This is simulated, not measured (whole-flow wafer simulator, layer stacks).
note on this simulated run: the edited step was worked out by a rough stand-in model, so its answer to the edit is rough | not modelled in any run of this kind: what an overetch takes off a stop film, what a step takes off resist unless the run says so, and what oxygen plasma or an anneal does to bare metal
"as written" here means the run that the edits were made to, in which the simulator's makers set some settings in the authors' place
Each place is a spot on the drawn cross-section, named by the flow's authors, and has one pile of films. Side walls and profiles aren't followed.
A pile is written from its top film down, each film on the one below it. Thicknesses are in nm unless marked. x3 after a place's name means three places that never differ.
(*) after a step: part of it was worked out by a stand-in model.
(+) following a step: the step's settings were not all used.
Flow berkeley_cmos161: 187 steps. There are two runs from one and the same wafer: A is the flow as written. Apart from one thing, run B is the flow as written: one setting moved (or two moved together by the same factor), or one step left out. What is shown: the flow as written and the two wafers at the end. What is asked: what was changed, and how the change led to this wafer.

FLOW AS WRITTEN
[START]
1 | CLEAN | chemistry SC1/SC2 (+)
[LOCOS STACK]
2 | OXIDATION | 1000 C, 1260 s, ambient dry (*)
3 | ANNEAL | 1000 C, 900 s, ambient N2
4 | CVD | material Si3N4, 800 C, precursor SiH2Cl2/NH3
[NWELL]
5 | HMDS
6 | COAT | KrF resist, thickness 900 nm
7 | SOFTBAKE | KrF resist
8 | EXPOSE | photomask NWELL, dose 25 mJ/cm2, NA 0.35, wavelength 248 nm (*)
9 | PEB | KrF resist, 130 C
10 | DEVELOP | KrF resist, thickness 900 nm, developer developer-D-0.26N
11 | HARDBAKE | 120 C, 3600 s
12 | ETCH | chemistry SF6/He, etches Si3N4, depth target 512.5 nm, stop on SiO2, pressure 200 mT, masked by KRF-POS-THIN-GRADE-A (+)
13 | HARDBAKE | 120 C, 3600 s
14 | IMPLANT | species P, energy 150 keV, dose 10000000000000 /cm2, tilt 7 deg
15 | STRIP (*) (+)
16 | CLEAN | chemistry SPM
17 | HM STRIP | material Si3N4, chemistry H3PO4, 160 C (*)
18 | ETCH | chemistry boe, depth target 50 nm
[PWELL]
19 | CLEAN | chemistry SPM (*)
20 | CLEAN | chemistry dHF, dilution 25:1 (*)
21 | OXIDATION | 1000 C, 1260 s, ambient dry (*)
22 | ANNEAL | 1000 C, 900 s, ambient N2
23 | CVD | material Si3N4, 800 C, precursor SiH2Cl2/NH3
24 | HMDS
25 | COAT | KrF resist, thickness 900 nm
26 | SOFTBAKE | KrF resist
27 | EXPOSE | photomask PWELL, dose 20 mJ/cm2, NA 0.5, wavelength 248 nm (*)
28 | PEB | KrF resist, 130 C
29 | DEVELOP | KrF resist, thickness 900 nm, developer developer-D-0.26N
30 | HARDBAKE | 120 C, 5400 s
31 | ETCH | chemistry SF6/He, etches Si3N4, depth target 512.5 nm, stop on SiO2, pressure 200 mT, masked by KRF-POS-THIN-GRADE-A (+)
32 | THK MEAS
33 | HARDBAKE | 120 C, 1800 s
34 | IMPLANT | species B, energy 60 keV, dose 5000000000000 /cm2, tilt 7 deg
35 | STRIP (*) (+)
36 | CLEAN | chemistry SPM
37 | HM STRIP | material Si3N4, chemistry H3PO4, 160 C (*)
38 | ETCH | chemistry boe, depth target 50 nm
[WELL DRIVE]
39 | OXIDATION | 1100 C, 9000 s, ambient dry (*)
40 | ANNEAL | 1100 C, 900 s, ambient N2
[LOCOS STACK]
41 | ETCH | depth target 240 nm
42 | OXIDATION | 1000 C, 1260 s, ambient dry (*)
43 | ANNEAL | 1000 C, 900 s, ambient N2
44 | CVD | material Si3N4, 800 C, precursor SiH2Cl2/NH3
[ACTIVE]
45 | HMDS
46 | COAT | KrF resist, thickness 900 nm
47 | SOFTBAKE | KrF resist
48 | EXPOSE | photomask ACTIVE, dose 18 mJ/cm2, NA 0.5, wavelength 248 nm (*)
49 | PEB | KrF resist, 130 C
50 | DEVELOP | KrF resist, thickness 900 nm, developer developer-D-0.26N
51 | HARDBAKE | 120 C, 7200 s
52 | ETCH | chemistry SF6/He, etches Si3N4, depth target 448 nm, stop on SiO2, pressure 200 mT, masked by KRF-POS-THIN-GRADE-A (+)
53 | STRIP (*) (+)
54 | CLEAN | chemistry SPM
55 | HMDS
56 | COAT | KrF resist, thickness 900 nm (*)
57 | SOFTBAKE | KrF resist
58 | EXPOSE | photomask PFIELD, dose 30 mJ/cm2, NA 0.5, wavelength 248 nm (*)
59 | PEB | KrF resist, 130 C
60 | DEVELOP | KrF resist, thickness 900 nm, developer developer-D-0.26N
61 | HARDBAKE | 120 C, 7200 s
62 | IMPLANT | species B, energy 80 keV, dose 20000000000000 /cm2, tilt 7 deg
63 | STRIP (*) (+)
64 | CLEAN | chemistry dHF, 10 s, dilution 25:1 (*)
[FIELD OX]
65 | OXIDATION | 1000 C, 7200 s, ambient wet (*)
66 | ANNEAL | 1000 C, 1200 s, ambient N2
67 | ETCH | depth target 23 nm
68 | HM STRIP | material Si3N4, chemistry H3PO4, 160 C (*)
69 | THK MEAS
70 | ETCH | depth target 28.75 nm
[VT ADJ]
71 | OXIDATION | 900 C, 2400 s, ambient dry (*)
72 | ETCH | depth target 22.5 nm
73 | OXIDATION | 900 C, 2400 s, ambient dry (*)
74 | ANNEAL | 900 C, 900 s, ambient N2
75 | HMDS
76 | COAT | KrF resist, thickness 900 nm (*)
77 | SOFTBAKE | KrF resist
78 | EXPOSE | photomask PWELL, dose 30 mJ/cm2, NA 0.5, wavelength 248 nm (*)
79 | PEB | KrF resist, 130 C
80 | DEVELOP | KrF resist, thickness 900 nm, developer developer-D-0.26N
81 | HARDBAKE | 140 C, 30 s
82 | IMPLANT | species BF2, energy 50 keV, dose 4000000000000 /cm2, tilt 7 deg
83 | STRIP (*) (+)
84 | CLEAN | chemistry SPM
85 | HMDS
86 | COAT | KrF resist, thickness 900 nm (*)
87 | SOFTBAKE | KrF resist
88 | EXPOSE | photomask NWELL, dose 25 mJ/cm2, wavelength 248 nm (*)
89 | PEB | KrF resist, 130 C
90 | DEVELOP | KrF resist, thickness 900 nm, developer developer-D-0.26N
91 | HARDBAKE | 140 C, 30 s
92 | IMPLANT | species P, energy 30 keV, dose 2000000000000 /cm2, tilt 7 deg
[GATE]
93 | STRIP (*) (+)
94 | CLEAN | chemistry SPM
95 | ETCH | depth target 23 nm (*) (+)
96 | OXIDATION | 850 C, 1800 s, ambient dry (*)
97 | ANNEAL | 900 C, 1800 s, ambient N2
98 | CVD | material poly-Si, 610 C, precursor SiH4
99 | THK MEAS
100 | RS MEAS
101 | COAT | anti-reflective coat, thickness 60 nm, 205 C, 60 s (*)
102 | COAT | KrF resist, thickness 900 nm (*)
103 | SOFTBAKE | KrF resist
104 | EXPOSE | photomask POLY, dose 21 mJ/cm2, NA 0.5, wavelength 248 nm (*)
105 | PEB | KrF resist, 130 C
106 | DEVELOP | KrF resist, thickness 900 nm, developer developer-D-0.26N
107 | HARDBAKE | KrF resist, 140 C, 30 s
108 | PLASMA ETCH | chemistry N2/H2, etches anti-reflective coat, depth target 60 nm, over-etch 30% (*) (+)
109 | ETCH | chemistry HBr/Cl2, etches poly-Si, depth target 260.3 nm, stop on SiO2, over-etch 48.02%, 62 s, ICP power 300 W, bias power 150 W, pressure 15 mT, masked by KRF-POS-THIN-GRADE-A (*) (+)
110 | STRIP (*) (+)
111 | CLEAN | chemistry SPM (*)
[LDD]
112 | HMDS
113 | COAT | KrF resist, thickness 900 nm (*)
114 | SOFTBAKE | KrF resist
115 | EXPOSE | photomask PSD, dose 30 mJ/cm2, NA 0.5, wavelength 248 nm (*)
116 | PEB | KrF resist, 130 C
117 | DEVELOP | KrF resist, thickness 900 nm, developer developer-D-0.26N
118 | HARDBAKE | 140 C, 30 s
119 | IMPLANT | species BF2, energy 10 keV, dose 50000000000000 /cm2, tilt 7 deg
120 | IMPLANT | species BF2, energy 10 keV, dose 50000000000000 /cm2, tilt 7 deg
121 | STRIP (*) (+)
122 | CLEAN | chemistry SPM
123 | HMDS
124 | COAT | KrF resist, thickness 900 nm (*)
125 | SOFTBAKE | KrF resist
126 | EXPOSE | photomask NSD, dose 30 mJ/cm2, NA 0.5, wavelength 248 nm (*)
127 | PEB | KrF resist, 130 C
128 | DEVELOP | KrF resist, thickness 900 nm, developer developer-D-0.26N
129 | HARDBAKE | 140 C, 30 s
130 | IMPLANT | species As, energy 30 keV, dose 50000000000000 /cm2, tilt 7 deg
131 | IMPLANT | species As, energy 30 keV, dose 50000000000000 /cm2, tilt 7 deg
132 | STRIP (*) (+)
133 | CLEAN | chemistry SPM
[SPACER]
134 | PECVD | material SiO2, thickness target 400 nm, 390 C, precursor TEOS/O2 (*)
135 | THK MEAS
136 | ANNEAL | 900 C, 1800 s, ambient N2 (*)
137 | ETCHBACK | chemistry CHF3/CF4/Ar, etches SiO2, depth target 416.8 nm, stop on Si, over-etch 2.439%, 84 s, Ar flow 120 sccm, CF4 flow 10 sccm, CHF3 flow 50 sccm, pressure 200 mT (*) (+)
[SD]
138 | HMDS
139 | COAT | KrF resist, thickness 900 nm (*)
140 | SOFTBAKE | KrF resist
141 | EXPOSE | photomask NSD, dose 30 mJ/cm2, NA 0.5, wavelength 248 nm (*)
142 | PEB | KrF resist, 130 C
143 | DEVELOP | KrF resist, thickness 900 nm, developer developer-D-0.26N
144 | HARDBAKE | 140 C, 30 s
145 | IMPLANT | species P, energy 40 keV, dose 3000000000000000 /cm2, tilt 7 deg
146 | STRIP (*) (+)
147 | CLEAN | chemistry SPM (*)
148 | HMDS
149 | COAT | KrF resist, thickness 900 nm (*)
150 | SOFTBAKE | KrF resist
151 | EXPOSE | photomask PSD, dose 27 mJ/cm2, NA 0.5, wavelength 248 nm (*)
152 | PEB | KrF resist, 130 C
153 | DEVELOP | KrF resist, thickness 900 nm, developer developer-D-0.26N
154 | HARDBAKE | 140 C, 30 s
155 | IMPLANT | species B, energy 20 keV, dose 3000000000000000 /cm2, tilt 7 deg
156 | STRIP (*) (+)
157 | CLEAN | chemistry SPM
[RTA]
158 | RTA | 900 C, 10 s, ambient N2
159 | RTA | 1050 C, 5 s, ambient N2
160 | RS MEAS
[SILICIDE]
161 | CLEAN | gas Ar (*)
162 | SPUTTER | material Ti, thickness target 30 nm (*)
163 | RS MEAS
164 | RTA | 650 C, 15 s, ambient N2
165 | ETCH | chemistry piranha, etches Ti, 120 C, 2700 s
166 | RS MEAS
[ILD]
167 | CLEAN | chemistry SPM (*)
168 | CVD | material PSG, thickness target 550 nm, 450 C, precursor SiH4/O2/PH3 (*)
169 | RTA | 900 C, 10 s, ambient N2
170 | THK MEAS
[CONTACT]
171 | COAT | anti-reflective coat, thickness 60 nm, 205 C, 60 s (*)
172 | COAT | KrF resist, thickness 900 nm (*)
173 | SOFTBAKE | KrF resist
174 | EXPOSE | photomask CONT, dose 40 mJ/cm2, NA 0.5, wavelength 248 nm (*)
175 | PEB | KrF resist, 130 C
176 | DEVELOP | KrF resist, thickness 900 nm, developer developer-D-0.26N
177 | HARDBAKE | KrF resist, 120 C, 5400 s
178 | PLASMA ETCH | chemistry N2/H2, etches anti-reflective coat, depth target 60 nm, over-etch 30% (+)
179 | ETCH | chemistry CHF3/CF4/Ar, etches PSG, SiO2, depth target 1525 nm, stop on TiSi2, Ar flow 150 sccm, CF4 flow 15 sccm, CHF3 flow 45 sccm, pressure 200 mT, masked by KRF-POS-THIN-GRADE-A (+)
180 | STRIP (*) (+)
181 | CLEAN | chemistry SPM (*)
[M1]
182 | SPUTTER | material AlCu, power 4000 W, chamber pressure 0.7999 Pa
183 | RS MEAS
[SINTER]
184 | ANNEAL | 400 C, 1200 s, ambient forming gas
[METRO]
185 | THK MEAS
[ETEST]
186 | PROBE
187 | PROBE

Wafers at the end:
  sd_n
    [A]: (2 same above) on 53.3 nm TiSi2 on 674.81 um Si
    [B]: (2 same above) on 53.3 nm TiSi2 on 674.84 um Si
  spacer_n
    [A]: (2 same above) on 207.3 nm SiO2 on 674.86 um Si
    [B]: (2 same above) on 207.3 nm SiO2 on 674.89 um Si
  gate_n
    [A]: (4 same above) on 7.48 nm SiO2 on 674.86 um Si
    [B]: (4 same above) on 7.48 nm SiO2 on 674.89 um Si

What caused this: step 39, OXIDATION: 1045 C was run, whereas the flow has 1100 C.

The path from the change to this, step by step:
  39 | OXIDATION | 1100 C, 9000 s, ambient dry (*)
      field, sd_n, spacer_n and 6 more: A +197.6 SiO2 (new film), -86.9 Si | B +133.6 SiO2 (new film), -58.8 Si
  41 | ETCH | depth target 240 nm
      field, sd_n, spacer_n and 6 more: A -197.6 SiO2 (all of it) | B -133.6 SiO2 (all of it)
